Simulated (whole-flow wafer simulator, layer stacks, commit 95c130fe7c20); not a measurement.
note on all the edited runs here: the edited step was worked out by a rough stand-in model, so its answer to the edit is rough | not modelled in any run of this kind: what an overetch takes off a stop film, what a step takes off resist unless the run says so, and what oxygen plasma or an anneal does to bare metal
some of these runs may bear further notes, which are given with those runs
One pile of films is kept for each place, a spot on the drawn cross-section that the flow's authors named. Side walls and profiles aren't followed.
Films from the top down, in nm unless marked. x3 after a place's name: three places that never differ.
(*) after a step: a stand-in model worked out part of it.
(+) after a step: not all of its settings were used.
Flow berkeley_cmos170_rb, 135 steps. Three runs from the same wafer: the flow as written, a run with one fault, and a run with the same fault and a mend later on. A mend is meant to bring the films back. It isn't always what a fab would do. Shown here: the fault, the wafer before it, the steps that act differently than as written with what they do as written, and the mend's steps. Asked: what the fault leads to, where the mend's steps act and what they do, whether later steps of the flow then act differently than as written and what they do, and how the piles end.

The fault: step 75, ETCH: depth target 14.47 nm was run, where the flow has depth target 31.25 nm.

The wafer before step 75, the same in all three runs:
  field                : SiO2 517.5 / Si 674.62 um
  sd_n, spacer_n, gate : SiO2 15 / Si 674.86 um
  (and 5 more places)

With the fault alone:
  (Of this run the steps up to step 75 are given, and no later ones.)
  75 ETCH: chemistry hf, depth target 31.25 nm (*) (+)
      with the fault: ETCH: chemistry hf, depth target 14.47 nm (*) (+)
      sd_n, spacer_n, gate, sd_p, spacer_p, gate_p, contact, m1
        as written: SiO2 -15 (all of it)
        with the fault: SiO2 -14.5
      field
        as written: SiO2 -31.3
        with the fault: SiO2 -14.5
  After step 75 the piles differ from the flow's by more than 2% or 0.5 nm, whichever is larger, at field, sd_n, spacer_n and 6 more.
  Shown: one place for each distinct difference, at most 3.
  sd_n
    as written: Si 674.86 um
    with the fault: SiO2 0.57 / Si 674.86 um
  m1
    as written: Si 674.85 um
    with the fault: SiO2 0.57 / Si 674.85 um
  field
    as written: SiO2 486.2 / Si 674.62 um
    with the fault: SiO2 503 / Si 674.62 um

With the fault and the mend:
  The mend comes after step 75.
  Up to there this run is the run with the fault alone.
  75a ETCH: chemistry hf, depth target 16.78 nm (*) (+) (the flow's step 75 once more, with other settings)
      sd_n, spacer_n, gate, sd_p, spacer_p, gate_p, contact, m1
        SiO2 -0.57 (all of it)
      field
        SiO2 -16.8
  No later step of the flow acts differently than as written, at any place that is followed, by more than 2% or 0.5 nm, whichever is larger.
  At the end the piles are the same as the flow's at every place that both follow.
